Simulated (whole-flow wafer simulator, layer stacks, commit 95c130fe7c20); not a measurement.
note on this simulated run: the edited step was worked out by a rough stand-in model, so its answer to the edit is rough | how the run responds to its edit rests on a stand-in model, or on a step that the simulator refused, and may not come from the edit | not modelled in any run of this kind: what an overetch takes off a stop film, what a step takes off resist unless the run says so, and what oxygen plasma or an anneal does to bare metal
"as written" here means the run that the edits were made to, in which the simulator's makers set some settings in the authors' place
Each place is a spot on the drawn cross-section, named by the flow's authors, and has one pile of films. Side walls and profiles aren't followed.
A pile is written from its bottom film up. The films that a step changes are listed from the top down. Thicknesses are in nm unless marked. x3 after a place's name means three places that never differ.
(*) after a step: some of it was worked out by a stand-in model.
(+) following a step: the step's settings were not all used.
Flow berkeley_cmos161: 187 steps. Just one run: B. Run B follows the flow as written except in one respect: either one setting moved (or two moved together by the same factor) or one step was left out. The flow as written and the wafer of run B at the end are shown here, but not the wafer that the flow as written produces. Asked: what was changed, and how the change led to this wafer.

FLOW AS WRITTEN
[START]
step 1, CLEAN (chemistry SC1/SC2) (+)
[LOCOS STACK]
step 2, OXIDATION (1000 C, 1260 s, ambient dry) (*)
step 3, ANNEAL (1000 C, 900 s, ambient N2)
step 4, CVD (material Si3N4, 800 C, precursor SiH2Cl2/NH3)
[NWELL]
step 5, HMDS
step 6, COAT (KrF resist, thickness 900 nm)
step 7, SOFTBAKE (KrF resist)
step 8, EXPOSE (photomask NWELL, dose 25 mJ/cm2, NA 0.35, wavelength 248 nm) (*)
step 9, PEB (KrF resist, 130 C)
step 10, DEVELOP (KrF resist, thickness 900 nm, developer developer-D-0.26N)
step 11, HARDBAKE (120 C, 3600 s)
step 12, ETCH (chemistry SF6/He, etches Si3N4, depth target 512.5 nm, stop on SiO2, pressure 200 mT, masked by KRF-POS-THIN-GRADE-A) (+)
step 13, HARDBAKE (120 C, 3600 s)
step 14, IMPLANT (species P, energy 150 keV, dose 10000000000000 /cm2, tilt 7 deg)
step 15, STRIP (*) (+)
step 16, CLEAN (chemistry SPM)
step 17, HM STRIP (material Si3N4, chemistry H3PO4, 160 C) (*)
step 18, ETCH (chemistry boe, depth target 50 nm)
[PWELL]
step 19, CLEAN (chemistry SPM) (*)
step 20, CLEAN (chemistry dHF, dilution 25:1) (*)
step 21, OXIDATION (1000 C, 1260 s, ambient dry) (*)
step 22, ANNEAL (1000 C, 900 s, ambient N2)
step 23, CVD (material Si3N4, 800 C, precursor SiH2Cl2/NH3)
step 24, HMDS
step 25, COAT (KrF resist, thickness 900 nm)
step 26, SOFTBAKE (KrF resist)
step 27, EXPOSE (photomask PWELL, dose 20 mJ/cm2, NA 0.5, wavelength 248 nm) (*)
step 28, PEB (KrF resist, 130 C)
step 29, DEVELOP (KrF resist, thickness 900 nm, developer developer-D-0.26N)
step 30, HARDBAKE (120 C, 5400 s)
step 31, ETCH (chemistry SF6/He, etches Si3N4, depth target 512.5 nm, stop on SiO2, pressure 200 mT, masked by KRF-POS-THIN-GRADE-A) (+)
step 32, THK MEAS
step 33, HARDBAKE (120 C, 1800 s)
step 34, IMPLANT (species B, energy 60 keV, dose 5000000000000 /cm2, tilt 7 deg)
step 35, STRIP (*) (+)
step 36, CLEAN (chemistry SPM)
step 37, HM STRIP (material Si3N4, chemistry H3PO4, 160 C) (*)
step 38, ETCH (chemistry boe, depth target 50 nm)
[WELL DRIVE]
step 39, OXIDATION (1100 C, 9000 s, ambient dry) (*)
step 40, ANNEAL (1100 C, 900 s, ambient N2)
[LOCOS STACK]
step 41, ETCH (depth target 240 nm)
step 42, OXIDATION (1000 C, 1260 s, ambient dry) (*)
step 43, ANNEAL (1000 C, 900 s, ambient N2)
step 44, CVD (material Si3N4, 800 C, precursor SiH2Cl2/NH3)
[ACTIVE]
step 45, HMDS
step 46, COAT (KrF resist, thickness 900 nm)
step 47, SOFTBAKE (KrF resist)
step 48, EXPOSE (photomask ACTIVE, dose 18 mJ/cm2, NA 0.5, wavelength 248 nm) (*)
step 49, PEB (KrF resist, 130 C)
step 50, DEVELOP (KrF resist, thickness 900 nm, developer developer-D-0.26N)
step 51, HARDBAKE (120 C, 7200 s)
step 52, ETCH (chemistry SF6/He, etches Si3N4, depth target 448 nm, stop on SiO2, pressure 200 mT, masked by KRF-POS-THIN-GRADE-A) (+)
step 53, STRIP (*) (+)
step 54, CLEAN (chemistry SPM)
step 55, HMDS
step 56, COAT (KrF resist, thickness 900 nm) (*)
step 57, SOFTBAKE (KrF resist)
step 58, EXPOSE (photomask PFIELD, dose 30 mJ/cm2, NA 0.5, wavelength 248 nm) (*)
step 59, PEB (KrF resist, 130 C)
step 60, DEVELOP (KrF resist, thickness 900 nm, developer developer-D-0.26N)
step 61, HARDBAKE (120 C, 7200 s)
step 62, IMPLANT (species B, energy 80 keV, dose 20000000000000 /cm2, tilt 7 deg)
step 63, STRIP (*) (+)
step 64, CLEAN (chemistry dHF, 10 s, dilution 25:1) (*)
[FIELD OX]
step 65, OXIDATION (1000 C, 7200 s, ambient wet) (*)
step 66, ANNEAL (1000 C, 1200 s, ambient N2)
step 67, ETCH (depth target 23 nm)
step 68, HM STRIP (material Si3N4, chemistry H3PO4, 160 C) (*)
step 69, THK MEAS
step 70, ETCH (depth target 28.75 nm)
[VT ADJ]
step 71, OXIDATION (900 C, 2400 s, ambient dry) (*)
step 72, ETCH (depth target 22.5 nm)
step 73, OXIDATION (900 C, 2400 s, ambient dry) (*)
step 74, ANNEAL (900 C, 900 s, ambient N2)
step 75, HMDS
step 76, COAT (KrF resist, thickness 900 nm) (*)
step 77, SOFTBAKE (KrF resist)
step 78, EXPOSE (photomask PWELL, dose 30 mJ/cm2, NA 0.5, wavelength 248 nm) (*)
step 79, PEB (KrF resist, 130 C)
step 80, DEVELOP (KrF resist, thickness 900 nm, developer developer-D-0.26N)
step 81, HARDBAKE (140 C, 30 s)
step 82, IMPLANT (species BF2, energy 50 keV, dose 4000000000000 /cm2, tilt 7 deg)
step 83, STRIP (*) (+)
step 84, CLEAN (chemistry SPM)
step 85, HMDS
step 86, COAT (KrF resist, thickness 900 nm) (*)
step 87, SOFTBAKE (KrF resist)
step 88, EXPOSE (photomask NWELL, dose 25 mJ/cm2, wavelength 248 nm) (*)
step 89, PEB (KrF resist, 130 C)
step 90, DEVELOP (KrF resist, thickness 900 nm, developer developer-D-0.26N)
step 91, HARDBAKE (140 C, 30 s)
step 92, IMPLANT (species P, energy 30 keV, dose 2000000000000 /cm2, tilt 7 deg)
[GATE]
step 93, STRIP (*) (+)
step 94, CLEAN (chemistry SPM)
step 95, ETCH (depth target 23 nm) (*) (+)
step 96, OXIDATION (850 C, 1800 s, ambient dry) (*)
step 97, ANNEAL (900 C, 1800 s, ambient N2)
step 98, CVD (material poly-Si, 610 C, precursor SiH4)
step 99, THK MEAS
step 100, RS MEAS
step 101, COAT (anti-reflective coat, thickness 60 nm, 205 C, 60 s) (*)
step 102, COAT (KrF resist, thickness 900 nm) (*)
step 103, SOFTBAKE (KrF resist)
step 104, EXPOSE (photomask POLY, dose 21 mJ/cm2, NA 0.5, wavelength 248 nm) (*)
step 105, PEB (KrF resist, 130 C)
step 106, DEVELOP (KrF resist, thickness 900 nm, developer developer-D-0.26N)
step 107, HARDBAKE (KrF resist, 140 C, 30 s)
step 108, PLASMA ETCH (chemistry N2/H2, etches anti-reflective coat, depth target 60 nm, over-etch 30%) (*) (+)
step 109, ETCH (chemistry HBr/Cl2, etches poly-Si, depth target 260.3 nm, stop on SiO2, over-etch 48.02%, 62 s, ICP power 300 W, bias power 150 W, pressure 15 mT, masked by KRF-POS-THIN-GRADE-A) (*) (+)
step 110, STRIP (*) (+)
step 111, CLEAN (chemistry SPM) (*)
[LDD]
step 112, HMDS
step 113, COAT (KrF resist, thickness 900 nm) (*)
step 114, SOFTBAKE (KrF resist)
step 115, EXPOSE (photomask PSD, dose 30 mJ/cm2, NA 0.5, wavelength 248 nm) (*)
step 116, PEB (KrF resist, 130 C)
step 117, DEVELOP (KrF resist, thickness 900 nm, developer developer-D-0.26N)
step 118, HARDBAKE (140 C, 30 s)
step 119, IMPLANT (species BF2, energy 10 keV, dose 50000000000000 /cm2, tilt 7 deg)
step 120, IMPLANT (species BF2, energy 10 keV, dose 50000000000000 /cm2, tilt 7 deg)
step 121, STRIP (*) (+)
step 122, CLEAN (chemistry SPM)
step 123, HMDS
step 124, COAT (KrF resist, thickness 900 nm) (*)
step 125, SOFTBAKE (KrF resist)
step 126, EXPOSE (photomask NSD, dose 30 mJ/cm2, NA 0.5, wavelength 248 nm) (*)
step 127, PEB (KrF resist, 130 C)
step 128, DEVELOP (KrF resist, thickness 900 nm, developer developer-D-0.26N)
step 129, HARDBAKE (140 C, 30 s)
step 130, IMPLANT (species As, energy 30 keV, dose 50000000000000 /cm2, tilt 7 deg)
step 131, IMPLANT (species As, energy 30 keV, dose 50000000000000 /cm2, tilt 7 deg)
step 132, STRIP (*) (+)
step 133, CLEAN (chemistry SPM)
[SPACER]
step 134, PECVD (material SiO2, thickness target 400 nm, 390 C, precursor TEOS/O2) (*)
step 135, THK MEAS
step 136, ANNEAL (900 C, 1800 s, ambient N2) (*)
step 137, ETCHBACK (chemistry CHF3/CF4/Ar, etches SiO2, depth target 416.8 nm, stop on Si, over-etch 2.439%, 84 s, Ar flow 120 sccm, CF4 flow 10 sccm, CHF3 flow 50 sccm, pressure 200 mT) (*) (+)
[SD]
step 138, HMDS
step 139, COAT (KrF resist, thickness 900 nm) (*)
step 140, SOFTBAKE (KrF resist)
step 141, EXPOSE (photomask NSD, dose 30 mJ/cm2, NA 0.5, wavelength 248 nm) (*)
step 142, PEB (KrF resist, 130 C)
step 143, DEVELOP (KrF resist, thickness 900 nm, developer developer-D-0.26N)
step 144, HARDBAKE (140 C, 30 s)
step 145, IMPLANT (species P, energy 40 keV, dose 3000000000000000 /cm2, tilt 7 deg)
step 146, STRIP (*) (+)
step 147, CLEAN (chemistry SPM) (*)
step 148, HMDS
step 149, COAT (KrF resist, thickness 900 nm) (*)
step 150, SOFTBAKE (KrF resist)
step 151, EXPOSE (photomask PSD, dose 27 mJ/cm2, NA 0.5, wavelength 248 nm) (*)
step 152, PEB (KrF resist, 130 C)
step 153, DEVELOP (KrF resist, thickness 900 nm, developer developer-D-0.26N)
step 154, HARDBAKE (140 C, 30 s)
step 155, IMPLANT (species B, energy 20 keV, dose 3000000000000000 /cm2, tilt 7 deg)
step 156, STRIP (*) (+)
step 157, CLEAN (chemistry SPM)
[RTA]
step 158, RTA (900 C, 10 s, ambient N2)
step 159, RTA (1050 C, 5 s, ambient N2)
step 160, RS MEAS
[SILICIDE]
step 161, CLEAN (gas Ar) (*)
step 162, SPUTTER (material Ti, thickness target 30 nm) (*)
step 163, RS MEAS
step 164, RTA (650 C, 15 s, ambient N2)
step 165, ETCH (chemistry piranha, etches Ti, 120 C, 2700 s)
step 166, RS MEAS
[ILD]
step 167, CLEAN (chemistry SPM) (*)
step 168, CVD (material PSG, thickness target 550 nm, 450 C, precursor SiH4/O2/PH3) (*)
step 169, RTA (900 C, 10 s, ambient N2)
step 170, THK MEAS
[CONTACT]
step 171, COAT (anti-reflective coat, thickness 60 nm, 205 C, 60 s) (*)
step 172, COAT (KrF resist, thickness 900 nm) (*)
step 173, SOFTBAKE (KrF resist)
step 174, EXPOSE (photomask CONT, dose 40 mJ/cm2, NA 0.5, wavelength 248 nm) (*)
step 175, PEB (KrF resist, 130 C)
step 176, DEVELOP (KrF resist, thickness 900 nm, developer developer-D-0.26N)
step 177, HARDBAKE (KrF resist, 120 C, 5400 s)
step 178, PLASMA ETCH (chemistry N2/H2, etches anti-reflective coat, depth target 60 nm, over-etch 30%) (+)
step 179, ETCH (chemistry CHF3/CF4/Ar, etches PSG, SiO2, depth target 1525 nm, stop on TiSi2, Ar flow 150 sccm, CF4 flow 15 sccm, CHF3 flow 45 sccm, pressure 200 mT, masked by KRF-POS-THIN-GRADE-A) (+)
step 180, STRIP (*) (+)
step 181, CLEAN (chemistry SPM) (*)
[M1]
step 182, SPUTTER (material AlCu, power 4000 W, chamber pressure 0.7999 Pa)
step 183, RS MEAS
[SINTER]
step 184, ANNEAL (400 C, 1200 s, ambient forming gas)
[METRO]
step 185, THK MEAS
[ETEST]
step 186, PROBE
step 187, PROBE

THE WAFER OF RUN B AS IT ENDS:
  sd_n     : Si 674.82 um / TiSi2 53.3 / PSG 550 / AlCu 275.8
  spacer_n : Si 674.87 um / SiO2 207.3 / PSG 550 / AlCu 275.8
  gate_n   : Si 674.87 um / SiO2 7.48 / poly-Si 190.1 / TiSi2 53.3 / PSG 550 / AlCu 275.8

Cause: step 42, OXIDATION: 800 C was run, while the flow as written has 1000 C.

How this came from the change, step by step:
  step 42, OXIDATION (1000 C, 1260 s, ambient dry) (*)
      field, sd_n, spacer_n and 6 more: +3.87 SiO2 (new film), -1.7 Si (as written it would have been: +26.6 SiO2 (new film), -11.7 Si)
  step 52, ETCH (chemistry SF6/He, etches Si3N4, depth target 448 nm, stop on SiO2, pressure 200 mT, masked by KRF-POS-THIN-GRADE-A) (+)
      field: -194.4 Si3N4 (all of it), -3.87 SiO2 (all of it) (as written it would have been: -194.4 Si3N4 (all of it), -8.27 SiO2)
  step 53, STRIP (*) (+)
      field: +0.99 chemical SiO2 (new film), -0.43 Si (as written it would have been: nothing)
  step 64, CLEAN (chemistry dHF, 10 s, dilution 25:1) (*)
      field: -1.21 chemical SiO2 (all of it) (as written it would have been: -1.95 SiO2)
  step 65, OXIDATION (1000 C, 7200 s, ambient wet) (*)
      sd_n, sd_p: +12.1 SiO2 (new film), -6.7 Si3N4 (as written it would have been: +12.1 SiO2 (new film), -6.7 Si3N4, +0.25 SiO2, -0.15 Si)
      field: +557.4 SiO2 (new film), -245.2 Si (as written it would have been: +545.5 SiO2, -240 Si)
  step 70, ETCH (depth target 28.75 nm)
      spacer_n, gate_n, spacer_p, gate_p, contact, m1: -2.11 SiO2 (all of it) (as written it would have been: -24.8 SiO2 (all of it))
      sd_n, sd_p: -2.11 SiO2 (all of it) (as written it would have been: -25 SiO2 (all of it))
  step 101, COAT (anti-reflective coat, thickness 60 nm, 205 C, 60 s) (*)
      sd_n: +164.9 anti-reflective coat (new film) (as written it would have been: +173.5 anti-reflective coat (new film))
      spacer_n: +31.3 anti-reflective coat (new film) (as written it would have been: +28.7 anti-reflective coat (new film))
      (and at 4 other places as well)
  step 108, PLASMA ETCH (chemistry N2/H2, etches anti-reflective coat, depth target 60 nm, over-etch 30%) (*) (+)
      sd_n: -164.9 anti-reflective coat (all of it), -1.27 poly-Si (as written it would have been: -173.5 anti-reflective coat (all of it), -1.33 poly-Si)
      spacer_n: -31.3 anti-reflective coat (all of it), -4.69 poly-Si (as written it would have been: -28.7 anti-reflective coat (all of it), -5.05 poly-Si)
      (and at 2 other places as well)
  step 110, STRIP (*) (+)
      gate_n: +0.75 chemical SiO2 (new film), -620 KrF resist (all of it), -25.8 anti-reflective coat (all of it), -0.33 poly-Si (as written it would have been: +0.75 chemical SiO2 (new film), -626.8 KrF resist (all of it), -23.7 anti-reflective coat (all of it), -0.33 poly-Si)
      gate_p: +0.75 chemical SiO2 (new film), -594.1 KrF resist (all of it), -29.2 anti-reflective coat (all of it), -0.33 poly-Si (as written it would have been: +0.75 chemical SiO2 (new film), -598.2 KrF resist (all of it), -27.9 anti-reflective coat (all of it), -0.33 poly-Si)
  step 171, COAT (anti-reflective coat, thickness 60 nm, 205 C, 60 s) (*)
      sd_n: +141.3 anti-reflective coat (new film) (as written it would have been: +149.7 anti-reflective coat (new film))
      m1: +95.2 anti-reflective coat (new film) (as written it would have been: +97.8 anti-reflective coat (new film))
  step 180, STRIP (*) (+)
      sd_n: -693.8 KrF resist (all of it), -141.3 anti-reflective coat (all of it) (as written it would have been: -692.5 KrF resist (all of it), -149.7 anti-reflective coat (all of it))
      m1: -736.1 KrF resist (all of it), -95.2 anti-reflective coat (all of it) (as written it would have been: -739.9 KrF resist (all of it), -97.8 anti-reflective coat (all of it))
